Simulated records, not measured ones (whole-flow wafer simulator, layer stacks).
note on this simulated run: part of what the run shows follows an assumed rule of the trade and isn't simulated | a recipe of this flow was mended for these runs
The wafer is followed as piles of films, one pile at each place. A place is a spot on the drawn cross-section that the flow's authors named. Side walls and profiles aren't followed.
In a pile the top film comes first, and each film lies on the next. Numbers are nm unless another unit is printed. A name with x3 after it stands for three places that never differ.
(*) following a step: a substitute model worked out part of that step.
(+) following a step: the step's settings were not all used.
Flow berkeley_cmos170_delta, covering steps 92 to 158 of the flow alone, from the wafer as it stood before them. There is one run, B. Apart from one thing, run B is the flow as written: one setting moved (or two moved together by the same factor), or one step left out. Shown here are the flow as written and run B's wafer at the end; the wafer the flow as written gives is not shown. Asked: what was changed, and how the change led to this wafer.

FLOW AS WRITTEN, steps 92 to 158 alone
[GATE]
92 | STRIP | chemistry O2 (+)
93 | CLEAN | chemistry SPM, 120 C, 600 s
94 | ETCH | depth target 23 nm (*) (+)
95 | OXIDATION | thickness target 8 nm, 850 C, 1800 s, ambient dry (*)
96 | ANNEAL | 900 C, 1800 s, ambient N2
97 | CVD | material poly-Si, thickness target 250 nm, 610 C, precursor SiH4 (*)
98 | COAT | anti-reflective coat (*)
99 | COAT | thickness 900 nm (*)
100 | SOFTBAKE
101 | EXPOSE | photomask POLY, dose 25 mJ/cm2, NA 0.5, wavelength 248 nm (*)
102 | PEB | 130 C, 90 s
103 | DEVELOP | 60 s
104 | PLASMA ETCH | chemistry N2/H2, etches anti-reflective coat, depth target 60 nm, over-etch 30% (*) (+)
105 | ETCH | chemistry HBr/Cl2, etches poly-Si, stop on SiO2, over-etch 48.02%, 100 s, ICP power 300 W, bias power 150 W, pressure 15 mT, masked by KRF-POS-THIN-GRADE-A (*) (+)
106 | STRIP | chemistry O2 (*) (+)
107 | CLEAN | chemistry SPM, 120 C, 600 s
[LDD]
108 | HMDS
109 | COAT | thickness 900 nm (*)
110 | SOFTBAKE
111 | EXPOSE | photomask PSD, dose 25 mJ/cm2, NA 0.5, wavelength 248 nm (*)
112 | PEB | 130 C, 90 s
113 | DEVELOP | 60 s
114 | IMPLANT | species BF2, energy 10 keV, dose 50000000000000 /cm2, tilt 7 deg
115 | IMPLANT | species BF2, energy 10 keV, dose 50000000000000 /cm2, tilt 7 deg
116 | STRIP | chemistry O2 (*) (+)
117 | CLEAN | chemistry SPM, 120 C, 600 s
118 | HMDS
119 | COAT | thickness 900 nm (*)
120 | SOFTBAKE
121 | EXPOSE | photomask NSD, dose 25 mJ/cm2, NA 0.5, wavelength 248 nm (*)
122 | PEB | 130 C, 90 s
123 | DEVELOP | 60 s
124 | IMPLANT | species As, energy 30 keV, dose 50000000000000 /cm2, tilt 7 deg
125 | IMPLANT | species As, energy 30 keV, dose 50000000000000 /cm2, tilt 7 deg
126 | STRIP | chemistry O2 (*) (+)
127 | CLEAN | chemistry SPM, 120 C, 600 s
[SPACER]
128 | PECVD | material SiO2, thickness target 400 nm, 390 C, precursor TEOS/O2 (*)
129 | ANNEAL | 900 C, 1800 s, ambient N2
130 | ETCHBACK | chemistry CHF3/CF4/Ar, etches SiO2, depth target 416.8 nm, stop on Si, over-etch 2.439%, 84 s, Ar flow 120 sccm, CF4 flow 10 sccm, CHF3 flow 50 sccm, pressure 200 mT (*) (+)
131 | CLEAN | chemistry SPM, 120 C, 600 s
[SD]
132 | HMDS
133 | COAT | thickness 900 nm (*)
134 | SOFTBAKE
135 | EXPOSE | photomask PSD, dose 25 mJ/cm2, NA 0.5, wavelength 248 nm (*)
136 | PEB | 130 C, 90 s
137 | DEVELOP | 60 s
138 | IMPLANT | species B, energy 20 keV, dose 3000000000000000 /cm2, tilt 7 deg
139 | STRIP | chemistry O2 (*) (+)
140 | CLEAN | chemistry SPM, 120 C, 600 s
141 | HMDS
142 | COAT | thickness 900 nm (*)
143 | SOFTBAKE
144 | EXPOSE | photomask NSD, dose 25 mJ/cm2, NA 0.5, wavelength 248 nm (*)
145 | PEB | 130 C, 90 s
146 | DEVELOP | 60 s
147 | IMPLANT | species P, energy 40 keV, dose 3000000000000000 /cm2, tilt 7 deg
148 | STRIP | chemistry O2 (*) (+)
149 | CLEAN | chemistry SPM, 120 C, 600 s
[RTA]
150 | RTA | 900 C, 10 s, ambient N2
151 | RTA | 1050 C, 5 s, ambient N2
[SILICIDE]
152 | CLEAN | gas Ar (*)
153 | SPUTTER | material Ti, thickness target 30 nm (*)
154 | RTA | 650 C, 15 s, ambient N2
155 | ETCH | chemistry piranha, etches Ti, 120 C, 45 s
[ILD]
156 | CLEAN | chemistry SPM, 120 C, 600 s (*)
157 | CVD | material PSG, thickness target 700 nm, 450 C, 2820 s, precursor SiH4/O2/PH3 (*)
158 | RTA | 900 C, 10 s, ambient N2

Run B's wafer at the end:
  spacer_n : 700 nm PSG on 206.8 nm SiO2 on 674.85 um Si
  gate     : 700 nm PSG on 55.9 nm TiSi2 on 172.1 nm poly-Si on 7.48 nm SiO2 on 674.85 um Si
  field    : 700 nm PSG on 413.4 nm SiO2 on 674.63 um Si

The reason: step 97, CVD: thickness target 231 nm was run, while the flow as written has thickness target 250 nm.

How this came from the change, step by step:
  97 | CVD | material poly-Si, thickness target 250 nm, 610 C, precursor SiH4 (*)
      field, sd_n, spacer_n and 6 more: +231 poly-Si (new film) (in the flow as written it would be: +250 poly-Si (new film))
  105 | ETCH | chemistry HBr/Cl2, etches poly-Si, stop on SiO2, over-etch 48.02%, 100 s, ICP power 300 W, bias power 150 W, pressure 15 mT, masked by KRF-POS-THIN-GRADE-A (*) (+)
      field: -226.4 poly-Si (all of it), -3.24 SiO2 (in the flow as written it would be: -245.4 poly-Si (all of it), -1.77 SiO2)
      sd_n: -229.7 poly-Si (all of it), -2.98 SiO2 (in the flow as written it would be: -248.7 poly-Si (all of it), -1.52 SiO2)
      (as well as at 5 more places)
  119 | COAT | thickness 900 nm (*)
      gate: +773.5 KrF-resist (new film) (in the flow as written it would be: +758 KrF-resist (new film))
      gate_p: +769.1 KrF-resist (new film) (in the flow as written it would be: +753.6 KrF-resist (new film))
  123 | DEVELOP | 60 s
      gate: -771.8 KrF-resist (all of it) (in the flow as written it would be: -756.3 KrF-resist (all of it))
  126 | STRIP | chemistry O2 (*) (+)
      gate_p: -752.5 KrF-resist (all of it), +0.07 chemical SiO2 (in the flow as written it would be: -737.1 KrF-resist (all of it), +0.07 chemical SiO2)
  130 | ETCHBACK | chemistry CHF3/CF4/Ar, etches SiO2, depth target 416.8 nm, stop on Si, over-etch 2.439%, 84 s, Ar flow 120 sccm, CF4 flow 10 sccm, CHF3 flow 50 sccm, pressure 200 mT (*) (+)
      spacer_n, spacer_p: -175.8 SiO2 (in the flow as written it would be: -158.2 SiO2)
